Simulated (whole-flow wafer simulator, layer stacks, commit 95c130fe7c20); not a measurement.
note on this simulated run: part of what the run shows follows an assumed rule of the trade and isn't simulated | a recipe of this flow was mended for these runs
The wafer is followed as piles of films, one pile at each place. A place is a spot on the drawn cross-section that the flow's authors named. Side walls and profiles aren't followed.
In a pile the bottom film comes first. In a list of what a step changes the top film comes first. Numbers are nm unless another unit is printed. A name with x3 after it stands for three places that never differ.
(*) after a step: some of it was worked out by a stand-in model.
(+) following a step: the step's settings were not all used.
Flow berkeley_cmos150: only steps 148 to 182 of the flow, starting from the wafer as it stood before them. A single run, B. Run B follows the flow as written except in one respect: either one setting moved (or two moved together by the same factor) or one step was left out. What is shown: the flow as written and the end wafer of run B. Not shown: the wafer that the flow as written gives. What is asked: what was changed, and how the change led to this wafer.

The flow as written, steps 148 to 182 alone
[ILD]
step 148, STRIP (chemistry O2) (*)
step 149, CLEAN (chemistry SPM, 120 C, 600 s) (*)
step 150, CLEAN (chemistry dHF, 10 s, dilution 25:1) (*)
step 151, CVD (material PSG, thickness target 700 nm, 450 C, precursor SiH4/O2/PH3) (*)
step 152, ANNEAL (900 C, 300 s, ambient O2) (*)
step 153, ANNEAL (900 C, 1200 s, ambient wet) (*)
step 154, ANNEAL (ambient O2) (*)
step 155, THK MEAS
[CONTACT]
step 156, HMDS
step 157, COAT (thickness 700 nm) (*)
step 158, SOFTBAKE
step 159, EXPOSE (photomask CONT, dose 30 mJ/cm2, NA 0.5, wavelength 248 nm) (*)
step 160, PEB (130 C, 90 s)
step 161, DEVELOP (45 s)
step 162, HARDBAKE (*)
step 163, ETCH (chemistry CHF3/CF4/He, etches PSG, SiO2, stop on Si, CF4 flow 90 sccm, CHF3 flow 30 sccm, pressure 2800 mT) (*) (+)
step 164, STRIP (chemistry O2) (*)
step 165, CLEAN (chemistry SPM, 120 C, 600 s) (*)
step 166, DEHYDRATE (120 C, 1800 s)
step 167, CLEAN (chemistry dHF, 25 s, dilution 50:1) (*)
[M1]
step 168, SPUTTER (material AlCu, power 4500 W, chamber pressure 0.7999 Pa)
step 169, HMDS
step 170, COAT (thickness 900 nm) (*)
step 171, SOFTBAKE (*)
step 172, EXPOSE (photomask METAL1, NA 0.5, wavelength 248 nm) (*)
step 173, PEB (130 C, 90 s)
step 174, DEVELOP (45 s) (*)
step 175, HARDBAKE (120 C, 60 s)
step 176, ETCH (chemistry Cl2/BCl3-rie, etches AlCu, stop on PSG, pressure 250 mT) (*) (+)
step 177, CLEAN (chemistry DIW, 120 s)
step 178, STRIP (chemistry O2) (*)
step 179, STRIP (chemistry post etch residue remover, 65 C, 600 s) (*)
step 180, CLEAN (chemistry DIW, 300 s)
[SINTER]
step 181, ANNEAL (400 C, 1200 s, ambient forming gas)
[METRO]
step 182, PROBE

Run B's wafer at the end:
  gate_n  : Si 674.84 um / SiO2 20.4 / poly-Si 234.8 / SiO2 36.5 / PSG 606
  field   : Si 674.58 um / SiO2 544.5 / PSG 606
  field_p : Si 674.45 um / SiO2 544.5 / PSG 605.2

The reason: step 153, ANNEAL: 934 C was run, while the flow as written has 900 C.

Step by step, how the change led to this:
  step 153, ANNEAL (900 C, 1200 s, ambient wet) (*)
      sd_n, contact, m1: -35 PSG, +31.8 SiO2, -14 Si (it would be, as written: -35 PSG, +22.8 SiO2, -10 Si)
      field, field_p: -35 PSG, +22 SiO2, -9.66 Si (it would be, as written: -35 PSG, +16.3 SiO2, -7.15 Si)
      (also at 3 further places)
  step 163, ETCH (chemistry CHF3/CF4/He, etches PSG, SiO2, stop on Si, CF4 flow 90 sccm, CHF3 flow 30 sccm, pressure 2800 mT) (*) (+)
      contact: -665 PSG (all of it), -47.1 SiO2 (all of it), -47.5 Si (it would be, as written: -665 PSG (all of it), -38.1 SiO2 (all of it), -47.5 Si)
